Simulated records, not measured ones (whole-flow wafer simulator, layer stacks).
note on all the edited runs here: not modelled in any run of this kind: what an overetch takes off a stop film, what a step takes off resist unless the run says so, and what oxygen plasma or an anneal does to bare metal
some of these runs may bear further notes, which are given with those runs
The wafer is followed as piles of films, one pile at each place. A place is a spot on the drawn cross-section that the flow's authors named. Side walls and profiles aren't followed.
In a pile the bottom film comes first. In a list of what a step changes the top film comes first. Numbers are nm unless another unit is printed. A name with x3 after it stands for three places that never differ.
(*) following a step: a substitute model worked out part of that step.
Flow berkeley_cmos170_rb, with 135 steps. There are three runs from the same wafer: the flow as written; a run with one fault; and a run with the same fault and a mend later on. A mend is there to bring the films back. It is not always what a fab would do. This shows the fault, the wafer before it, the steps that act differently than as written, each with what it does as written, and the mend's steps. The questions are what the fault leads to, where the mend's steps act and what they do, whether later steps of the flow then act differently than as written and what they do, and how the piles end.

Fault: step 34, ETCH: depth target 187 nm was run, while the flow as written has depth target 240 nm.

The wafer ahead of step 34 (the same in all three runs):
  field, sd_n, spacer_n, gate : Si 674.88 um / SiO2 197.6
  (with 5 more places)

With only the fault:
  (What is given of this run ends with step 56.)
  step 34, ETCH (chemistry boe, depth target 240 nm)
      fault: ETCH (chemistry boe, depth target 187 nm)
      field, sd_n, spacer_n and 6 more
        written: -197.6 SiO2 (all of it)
        fault: -187 SiO2
  Steps later in the flow that act otherwise than as written:
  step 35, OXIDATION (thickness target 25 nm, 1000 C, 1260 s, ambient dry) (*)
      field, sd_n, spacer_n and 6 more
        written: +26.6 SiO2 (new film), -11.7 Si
        fault: +23.2 SiO2, -10.2 Si
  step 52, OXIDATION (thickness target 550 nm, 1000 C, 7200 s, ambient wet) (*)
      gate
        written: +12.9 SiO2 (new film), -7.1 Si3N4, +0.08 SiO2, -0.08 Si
        fault: +12.9 SiO2 (new film), -7.1 Si3N4
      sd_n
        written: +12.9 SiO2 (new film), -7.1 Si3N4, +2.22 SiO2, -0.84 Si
        fault: +12.9 SiO2 (new film), -7.1 Si3N4, +5.47 SiO2, -2.21 Si
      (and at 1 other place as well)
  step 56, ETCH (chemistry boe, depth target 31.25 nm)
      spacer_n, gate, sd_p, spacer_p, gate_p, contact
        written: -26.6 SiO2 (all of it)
        fault: -31.2 SiO2
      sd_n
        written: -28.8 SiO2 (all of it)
        fault: -31.2 SiO2
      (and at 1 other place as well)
  The piles after step 56 differ from the flow's at sd_n, spacer_n, gate, sd_p, spacer_p, gate_p, contact, m1 by more than 2% or 0.5 nm, whichever is larger.
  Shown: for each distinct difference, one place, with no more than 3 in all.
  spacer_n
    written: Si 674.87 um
    fault: Si 674.87 um / SiO2 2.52
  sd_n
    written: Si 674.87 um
    fault: Si 674.87 um / SiO2 7.98
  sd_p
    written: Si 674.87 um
    fault: Si 674.87 um / SiO2 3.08

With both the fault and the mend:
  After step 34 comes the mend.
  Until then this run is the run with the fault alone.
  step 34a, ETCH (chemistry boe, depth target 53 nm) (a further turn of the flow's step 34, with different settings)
      field, sd_n, spacer_n and 6 more
        -10.6 SiO2 (all of it)
  Later steps of the flow that are run all act as written at every place that is followed.
  At every place that both follow, the piles at the end match the flow's.
